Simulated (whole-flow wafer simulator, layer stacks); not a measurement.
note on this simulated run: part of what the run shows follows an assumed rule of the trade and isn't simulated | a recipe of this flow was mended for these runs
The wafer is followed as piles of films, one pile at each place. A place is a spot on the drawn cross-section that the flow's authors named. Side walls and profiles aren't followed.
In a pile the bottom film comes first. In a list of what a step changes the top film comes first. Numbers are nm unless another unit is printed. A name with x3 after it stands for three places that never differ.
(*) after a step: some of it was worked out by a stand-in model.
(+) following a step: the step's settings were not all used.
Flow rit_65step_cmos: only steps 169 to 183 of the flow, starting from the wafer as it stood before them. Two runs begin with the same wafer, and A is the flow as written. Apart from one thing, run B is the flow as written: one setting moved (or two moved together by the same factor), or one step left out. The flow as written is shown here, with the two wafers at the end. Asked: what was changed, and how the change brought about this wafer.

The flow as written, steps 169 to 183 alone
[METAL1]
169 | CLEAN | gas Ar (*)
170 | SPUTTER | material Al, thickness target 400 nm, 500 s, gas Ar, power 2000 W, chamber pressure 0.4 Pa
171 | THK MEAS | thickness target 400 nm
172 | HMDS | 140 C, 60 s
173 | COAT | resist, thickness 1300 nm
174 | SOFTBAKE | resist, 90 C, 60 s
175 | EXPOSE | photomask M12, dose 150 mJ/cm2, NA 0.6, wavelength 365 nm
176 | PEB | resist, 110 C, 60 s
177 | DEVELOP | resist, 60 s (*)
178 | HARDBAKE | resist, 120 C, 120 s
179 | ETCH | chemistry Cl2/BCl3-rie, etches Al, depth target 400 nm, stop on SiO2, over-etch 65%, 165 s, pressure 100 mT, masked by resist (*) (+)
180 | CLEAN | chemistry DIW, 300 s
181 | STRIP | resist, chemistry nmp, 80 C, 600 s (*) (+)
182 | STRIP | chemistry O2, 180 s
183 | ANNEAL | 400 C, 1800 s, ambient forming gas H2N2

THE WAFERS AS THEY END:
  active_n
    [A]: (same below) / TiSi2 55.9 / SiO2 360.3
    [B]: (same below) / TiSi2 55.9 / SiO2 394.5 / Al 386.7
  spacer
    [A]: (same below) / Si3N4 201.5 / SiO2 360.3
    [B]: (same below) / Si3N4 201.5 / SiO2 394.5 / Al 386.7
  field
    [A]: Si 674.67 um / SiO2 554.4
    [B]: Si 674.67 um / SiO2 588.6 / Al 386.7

What caused this: step 179, ETCH: chemistry Cl2/BCl3-rie, etches Al, depth target 400 nm, stop on SiO2, over-etch 65%, 165 s, pressure 100 mT, masked by resist (*) (+), was skipped.

How this came from the change, step by step:
  181 | STRIP | resist, chemistry nmp, 80 C, 600 s (*) (+)
      contact: A -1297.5 resist (all of it) | B -1627.5 resist (all of it)
      m1: A -818.2 resist (all of it) | B -1148.2 resist (all of it)
Taking metal films that touch as one body, active_n has 1 body; the flow as written gives 0 bodies.
Taking metal films that touch as one body, spacer has 1 body; the flow as written gives 0 bodies.
Taking metal films that touch as one body, field has 1 body; the flow as written gives 0 bodies.
